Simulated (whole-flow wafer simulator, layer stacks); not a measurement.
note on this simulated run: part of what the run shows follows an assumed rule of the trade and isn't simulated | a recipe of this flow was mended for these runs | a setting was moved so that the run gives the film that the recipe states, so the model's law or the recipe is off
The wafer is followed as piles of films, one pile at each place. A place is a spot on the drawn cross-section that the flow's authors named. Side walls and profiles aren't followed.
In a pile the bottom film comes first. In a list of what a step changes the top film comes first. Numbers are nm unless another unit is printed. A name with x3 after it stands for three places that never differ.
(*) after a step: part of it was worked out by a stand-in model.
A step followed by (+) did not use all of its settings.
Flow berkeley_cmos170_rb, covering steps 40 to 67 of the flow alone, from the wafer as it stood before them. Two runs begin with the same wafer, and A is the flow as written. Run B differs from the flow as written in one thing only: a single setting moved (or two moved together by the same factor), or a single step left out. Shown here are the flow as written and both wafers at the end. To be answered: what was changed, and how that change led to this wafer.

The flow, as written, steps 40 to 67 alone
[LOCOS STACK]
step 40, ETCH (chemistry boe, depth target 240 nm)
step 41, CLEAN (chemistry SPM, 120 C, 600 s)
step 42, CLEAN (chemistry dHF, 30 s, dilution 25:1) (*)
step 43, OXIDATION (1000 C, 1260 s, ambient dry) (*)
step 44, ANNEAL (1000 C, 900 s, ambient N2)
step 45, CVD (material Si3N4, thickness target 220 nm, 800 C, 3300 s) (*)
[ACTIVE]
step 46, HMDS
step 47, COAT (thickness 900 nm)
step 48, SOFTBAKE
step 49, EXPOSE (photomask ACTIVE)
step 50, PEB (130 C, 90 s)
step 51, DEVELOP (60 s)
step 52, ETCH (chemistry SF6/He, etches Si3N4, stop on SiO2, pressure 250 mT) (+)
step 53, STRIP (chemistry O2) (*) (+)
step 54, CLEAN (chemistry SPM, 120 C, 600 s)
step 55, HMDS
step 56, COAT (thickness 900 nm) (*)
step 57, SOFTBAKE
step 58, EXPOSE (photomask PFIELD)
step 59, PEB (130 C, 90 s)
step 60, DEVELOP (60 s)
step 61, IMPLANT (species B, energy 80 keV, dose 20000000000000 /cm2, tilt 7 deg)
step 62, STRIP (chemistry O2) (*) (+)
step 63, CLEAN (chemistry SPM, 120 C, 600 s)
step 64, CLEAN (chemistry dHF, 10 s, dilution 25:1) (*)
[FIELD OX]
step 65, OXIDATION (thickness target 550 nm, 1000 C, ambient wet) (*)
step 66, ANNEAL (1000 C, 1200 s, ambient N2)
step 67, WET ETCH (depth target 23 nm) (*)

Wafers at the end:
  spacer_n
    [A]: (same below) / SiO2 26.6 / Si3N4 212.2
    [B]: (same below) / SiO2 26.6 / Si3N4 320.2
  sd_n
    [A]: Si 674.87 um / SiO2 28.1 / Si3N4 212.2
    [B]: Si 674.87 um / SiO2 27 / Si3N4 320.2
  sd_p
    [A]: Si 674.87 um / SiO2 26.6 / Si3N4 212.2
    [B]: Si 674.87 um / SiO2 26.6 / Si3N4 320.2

What caused this: step 45, CVD: 835 C was run, whereas the flow has 800 C.

How this came from the change, step by step:
  step 45, CVD (material Si3N4, thickness target 220 nm, 800 C, 3300 s) (*)
      field, sd_n, spacer_n and 6 more: A +220 Si3N4 (new film) | B +327.9 Si3N4 (new film)
  step 52, ETCH (chemistry SF6/He, etches Si3N4, stop on SiO2, pressure 250 mT) (+)
      sd_n, spacer_n, gate, sd_p, spacer_p, gate_p, contact, m1: A -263 KrF-resist | B -380.4 KrF-resist
      field: A -220 Si3N4 (all of it), -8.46 SiO2 | B -327.9 Si3N4 (all of it), -8.46 SiO2
  step 53, STRIP (chemistry O2) (*) (+)
      sd_n, spacer_n, gate, sd_p, spacer_p, gate_p, contact, m1: A -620 KrF-resist (all of it) | B -502.7 KrF-resist (all of it)
  step 56, COAT (thickness 900 nm) (*)
      field: A +962.5 KrF-resist (new film) | B +993.2 KrF-resist (new film)
      sd_n: A +782.7 KrF-resist (new film) | B +728.3 KrF-resist (new film)
      (also at 7 further places)
  step 60, DEVELOP (60 s)
      field: A -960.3 KrF-resist (all of it) | B -991 KrF-resist (all of it)
  step 62, STRIP (chemistry O2) (*) (+)
      sd_n: A -766.1 KrF-resist (all of it) | B -711.8 KrF-resist (all of it)
      spacer_n: A -799.5 KrF-resist (all of it) | B -762.7 KrF-resist (all of it)
      (also at 6 further places)
  step 65, OXIDATION (thickness target 550 nm, 1000 C, ambient wet) (*)
      gate: A +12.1 SiO2 (new film), -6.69 Si3N4, +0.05 SiO2, -0.05 Si | B +12.1 SiO2 (new film), -6.69 Si3N4
      sd_p: A +12.1 SiO2 (new film), -6.69 Si3N4, +0.06 SiO2, -0.06 Si | B +12.1 SiO2 (new film), -6.69 Si3N4
      (also at 1 further place)
